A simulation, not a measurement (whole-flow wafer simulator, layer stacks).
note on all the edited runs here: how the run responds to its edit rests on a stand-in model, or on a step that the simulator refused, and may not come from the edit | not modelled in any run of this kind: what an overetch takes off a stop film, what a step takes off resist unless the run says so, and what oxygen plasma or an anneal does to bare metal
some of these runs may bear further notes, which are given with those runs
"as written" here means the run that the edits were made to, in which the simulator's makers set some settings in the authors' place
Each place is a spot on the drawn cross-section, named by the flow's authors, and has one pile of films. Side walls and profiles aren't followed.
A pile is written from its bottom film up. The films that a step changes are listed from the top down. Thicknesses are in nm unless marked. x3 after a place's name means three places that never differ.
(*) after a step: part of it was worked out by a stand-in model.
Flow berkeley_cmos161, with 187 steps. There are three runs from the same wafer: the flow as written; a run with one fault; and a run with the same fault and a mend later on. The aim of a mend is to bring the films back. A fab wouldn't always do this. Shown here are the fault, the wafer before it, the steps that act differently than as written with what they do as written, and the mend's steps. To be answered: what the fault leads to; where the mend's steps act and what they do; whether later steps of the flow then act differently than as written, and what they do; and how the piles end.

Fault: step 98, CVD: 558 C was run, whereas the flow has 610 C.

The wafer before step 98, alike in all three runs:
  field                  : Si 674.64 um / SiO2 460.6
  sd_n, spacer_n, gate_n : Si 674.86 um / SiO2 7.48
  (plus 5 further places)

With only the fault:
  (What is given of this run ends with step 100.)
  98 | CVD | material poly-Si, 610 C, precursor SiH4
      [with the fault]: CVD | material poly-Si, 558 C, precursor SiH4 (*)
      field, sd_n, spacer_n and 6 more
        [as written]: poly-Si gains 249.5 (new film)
        [with the fault]: poly-Si gains 76.6 (new film)
  Later steps of the flow up to step 100 that are run all act as written at every place that is followed.
  After step 100, at field, sd_n, spacer_n and 6 more, the piles differ from the flow's by more than 2% or 0.5 nm, whichever is larger.
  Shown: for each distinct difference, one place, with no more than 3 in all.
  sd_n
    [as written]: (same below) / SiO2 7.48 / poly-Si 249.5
    [with the fault]: (same below) / SiO2 7.48 / poly-Si 76.6
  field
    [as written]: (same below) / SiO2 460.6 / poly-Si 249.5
    [with the fault]: (same below) / SiO2 460.6 / poly-Si 76.6

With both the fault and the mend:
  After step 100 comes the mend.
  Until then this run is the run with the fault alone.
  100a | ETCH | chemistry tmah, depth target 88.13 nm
      field, sd_n, spacer_n and 6 more
        poly-Si loses 76.6 (all of it)
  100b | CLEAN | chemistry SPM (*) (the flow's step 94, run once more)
      does not change any film at any place that is followed
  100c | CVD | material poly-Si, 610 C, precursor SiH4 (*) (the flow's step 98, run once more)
      field, sd_n, spacer_n and 6 more
        poly-Si gains 249.5 (new film)
  Later steps of the flow that are run all act as written at every place that is followed, up to a difference of at most 2% or 0.5 nm, whichever is larger.
  The piles end the same as the flow's at every place that both follow.
